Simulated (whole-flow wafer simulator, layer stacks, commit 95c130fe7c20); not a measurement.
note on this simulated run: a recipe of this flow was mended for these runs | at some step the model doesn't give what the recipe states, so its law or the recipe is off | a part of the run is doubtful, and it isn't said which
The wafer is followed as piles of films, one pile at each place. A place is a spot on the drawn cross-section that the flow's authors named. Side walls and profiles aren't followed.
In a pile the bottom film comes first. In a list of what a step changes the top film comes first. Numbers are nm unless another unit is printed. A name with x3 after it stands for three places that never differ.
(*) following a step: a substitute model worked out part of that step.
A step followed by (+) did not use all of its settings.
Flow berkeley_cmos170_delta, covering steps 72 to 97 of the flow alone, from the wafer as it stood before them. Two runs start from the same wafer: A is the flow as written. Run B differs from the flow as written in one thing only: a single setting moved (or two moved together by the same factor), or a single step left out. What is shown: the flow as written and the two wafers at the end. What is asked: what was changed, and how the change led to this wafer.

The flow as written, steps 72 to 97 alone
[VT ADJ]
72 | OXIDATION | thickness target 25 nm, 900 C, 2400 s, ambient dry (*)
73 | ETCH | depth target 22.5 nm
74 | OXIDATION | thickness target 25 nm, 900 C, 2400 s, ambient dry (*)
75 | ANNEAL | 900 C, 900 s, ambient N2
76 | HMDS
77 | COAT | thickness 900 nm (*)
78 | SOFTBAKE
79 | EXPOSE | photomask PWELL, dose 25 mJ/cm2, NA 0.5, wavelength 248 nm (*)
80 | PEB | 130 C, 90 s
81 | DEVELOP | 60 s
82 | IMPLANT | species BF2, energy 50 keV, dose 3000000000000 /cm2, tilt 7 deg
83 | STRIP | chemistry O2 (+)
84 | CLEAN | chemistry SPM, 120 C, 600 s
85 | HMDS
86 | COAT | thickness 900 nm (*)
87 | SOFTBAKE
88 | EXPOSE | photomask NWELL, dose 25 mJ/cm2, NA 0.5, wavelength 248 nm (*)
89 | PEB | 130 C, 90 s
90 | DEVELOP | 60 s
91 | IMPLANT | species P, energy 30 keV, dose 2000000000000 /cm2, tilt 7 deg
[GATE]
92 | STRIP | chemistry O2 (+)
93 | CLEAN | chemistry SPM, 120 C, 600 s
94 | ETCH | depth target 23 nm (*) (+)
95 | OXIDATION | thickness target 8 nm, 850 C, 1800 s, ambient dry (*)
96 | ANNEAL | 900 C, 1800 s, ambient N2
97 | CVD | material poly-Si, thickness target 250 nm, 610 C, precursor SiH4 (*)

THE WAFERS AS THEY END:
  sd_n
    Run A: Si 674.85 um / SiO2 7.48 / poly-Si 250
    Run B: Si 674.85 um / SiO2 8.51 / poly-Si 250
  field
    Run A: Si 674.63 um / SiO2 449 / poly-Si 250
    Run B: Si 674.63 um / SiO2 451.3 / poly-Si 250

The reason: step 74, OXIDATION: thickness target 60 nm was run, whereas the flow has thickness target 25 nm; step 74, OXIDATION: 5760 s was run, where the flow has 2400 s.

Step by step, how the change led to this:
  74 | OXIDATION | thickness target 25 nm, 900 C, 2400 s, ambient dry (*)
      sd_n, spacer_n, gate, sd_p, spacer_p, gate_p, contact, m1: A +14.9 SiO2 (new film), -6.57 Si | B +26 SiO2 (new film), -11.5 Si
      field: A +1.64 SiO2, -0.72 Si | B +3.94 SiO2, -1.73 Si
  94 | ETCH | depth target 23 nm (*) (+)
      sd_n, spacer_n, gate, sd_p, spacer_p, gate_p, contact, m1: A -14.9 SiO2 (all of it) | B -23 SiO2
  95 | OXIDATION | thickness target 8 nm, 850 C, 1800 s, ambient dry (*)
      sd_n, spacer_n, gate, sd_p, spacer_p, gate_p, contact, m1: A +7.48 SiO2 (new film), -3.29 Si | B +5.48 SiO2, -2.41 Si
